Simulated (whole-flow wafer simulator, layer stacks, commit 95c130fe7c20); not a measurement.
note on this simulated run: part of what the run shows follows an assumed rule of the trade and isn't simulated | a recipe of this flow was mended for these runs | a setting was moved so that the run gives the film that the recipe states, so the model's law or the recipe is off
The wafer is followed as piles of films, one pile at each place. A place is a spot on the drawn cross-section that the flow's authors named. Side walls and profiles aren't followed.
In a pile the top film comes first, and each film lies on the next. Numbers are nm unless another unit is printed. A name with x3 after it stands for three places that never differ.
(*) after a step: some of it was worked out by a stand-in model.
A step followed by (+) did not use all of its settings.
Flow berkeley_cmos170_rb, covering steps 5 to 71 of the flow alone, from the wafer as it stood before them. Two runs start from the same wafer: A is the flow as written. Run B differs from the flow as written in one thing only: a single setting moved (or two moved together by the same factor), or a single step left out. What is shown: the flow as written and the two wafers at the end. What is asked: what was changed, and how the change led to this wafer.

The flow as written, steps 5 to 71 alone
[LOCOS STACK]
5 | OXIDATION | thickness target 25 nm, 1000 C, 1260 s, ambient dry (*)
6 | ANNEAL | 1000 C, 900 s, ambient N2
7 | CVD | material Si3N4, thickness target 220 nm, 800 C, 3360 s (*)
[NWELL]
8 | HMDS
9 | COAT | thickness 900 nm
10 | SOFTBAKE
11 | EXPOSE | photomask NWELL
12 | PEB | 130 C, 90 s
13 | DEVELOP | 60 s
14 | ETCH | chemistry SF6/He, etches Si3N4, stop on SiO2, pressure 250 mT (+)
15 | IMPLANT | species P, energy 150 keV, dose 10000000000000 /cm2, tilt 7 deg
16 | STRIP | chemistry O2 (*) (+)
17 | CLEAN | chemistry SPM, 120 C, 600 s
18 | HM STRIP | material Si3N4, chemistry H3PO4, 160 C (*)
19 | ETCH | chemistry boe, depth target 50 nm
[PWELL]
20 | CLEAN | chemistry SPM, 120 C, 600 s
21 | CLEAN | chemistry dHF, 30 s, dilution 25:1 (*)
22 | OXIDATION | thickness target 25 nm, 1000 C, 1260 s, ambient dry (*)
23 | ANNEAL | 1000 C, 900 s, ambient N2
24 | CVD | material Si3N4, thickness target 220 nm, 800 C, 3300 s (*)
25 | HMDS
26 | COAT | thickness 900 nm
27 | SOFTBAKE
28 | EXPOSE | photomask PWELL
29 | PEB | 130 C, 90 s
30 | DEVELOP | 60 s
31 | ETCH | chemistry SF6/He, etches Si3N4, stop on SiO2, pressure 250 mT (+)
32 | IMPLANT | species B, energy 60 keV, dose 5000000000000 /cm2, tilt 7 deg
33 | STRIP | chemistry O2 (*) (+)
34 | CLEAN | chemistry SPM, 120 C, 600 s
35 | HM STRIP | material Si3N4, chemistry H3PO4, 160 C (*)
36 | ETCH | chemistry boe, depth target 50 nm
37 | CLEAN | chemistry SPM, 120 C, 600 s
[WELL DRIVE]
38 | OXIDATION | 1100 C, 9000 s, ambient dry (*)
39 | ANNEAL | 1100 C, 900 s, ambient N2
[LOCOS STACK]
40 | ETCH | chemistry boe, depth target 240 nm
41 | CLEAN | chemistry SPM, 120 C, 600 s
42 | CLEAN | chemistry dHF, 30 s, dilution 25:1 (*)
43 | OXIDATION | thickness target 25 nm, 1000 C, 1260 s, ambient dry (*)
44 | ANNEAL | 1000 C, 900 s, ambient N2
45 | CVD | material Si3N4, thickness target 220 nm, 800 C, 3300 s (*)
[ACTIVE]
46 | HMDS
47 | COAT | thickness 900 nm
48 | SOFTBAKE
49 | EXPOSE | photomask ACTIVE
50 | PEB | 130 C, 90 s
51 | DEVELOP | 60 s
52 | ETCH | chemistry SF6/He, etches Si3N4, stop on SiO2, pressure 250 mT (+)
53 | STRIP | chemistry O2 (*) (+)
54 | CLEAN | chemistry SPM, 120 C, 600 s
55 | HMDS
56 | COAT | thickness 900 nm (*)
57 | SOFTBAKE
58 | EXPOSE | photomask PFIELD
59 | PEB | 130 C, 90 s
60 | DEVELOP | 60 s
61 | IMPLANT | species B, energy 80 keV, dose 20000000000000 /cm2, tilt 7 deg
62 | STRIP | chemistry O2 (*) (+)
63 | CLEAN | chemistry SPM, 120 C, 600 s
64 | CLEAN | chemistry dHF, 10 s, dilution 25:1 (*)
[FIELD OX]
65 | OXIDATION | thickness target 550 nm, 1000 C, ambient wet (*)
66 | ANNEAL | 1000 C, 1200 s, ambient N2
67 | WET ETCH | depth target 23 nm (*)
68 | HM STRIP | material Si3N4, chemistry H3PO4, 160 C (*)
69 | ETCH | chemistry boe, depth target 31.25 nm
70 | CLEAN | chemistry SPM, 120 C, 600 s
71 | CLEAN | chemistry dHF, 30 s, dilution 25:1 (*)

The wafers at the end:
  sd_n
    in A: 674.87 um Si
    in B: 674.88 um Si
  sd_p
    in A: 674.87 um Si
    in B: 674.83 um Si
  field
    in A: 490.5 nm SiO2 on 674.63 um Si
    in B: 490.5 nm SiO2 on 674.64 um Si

What caused this: step 5, OXIDATION: 850 C was run, while the flow as written has 1000 C.

How this came from the change, step by step:
  5 | OXIDATION | thickness target 25 nm, 1000 C, 1260 s, ambient dry (*)
      field, sd_n, spacer_n and 6 more: A +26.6 SiO2 (new film), -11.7 Si | B +6.09 SiO2 (new film), -2.68 Si
  14 | ETCH | chemistry SF6/He, etches Si3N4, stop on SiO2, pressure 250 mT (+)
      sd_p, spacer_p, gate_p: A -220 Si3N4 (all of it), -8.46 SiO2 | B -220 Si3N4 (all of it), -6.09 SiO2 (all of it), -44 Si
  16 | STRIP | chemistry O2 (*) (+)
      sd_p, spacer_p, gate_p: A nothing | B +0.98 chemical SiO2 (new film), -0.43 Si
  18 | HM STRIP | material Si3N4, chemistry H3PO4, 160 C (*)
      sd_p, spacer_p, gate_p: A -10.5 SiO2 | B -0.98 chemical SiO2 (all of it)
  19 | ETCH | chemistry boe, depth target 50 nm
      sd_p, spacer_p, gate_p: A -7.55 SiO2 (all of it) | B nothing
      field, sd_n, spacer_n, gate, contact, m1: A -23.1 SiO2 (all of it) | B -2.66 SiO2 (all of it)
  26 | COAT | thickness 900 nm
      sd_p: A +900 KrF-resist (new film) | B +939.8 KrF-resist (new film)
      spacer_p: A +900 KrF-resist (new film) | B +919.1 KrF-resist (new film)
      (also at 1 further place)
  33 | STRIP | chemistry O2 (*) (+)
      sd_p: A -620 KrF-resist (all of it) | B -659.7 KrF-resist (all of it)
      spacer_p: A -620 KrF-resist (all of it) | B -639 KrF-resist (all of it)
      (also at 1 further place)
  47 | COAT | thickness 900 nm
      sd_p: A +900 KrF-resist (new film) | B +922.9 KrF-resist (new film)
      spacer_p: A +900 KrF-resist (new film) | B +919.1 KrF-resist (new film)
      (also at 1 further place)
  53 | STRIP | chemistry O2 (*) (+)
      sd_p: A -620 KrF-resist (all of it) | B -642.9 KrF-resist (all of it)
      spacer_p: A -620 KrF-resist (all of it) | B -639 KrF-resist (all of it)
      (also at 1 further place)
  56 | COAT | thickness 900 nm (*)
      sd_p: A +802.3 KrF-resist (new film) | B +823.4 KrF-resist (new film)
      spacer_p: A +820.4 KrF-resist (new film) | B +837.4 KrF-resist (new film)
      (also at 1 further place)
  62 | STRIP | chemistry O2 (*) (+)
      sd_p: A -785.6 KrF-resist (all of it) | B -806.6 KrF-resist (all of it)
      spacer_p: A -803.7 KrF-resist (all of it) | B -820.7 KrF-resist (all of it)
      (also at 1 further place)
  65 | OXIDATION | thickness target 550 nm, 1000 C, ambient wet (*)
      sd_p: A +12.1 SiO2 (new film), -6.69 Si3N4, +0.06 SiO2, -0.06 Si | B +12.1 SiO2 (new film), -6.69 Si3N4
